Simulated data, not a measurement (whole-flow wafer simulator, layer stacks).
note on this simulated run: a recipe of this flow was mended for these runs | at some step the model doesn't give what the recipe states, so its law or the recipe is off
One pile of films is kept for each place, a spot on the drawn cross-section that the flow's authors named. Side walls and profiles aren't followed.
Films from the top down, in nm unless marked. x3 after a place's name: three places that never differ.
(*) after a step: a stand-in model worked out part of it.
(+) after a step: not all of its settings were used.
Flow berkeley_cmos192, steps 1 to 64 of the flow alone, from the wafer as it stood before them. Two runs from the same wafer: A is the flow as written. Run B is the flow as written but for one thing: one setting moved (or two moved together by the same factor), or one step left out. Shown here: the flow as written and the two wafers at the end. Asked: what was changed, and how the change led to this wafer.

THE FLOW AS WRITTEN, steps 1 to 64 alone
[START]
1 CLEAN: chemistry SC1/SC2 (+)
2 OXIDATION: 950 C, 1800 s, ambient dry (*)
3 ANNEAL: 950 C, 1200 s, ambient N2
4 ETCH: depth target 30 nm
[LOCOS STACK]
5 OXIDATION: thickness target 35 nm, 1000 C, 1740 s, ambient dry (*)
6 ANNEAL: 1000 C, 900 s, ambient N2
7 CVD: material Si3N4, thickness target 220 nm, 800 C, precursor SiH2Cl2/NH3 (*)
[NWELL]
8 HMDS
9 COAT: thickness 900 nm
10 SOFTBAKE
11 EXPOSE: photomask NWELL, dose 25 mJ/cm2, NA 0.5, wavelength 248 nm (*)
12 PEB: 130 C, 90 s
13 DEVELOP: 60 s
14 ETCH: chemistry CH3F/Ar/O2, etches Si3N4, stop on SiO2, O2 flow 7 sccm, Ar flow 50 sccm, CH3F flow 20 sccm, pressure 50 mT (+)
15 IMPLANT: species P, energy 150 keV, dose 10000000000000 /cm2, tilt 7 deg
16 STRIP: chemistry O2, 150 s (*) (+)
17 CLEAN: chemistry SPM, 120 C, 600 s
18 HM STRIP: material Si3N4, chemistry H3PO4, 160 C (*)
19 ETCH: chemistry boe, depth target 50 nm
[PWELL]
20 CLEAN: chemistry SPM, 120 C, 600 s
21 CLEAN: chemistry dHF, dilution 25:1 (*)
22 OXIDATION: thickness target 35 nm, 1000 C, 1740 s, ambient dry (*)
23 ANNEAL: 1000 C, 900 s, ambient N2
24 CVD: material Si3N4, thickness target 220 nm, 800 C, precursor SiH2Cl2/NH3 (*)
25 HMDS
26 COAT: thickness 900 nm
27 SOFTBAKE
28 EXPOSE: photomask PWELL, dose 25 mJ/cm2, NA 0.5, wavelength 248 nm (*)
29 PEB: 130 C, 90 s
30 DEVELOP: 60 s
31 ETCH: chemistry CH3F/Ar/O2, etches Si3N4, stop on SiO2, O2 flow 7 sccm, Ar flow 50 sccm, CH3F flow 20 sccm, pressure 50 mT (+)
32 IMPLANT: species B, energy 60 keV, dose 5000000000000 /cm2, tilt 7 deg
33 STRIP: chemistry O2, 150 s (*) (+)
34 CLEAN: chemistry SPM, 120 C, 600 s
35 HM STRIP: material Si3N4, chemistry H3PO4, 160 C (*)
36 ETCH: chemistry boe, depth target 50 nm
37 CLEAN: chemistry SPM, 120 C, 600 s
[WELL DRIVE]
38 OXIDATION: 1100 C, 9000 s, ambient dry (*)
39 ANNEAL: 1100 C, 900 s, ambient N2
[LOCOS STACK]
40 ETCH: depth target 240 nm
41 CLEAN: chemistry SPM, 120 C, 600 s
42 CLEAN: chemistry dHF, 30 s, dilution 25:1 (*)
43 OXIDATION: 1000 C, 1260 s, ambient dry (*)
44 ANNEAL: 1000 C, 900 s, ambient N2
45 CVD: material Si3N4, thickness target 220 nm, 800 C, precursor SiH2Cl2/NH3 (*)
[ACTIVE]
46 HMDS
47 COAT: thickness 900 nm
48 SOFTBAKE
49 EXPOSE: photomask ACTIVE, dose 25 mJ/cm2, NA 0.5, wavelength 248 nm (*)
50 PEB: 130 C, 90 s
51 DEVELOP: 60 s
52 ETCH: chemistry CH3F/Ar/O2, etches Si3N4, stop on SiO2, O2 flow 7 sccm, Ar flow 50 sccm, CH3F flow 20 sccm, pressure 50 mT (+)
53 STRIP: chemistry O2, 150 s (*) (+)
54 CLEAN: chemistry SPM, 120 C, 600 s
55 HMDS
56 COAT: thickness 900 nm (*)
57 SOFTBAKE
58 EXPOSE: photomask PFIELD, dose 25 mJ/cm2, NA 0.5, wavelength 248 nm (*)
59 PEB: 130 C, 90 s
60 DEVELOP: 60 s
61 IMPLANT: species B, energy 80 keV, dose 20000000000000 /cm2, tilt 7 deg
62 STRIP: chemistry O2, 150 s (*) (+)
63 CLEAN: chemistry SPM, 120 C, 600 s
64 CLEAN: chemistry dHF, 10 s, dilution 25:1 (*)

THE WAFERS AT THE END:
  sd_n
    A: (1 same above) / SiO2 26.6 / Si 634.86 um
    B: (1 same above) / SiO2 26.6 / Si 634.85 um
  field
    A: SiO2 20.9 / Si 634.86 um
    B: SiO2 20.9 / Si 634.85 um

The cause: step 2, OXIDATION: 1092 C was run, where the flow has 950 C.

How the change led to this, step by step:
  2 OXIDATION: 950 C, 1800 s, ambient dry (*)
      field, sd_n, spacer_n and 6 more: A SiO2 +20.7 (new film), chemical SiO2 -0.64 (all of it), Si -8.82 | B SiO2 +70.3 (new film), chemical SiO2 -0.64 (all of it), Si -30.6
  4 ETCH: depth target 30 nm
      field, sd_n, spacer_n and 6 more: A SiO2 -20.7 (all of it) | B SiO2 -30
  5 OXIDATION: thickness target 35 nm, 1000 C, 1740 s, ambient dry (*)
      field, sd_n, spacer_n and 6 more: A SiO2 +31.6 (new film), Si -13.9 | B SiO2 +16, Si -7.05
  19 ETCH: chemistry boe, depth target 50 nm
      field, sd_n, spacer_n, gate, contact, m1: A SiO2 -18.7 (all of it) | B SiO2 -43.4 (all of it)
      sd_p, spacer_p, gate_p: A SiO2 -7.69 (all of it) | B SiO2 -32.3 (all of it)
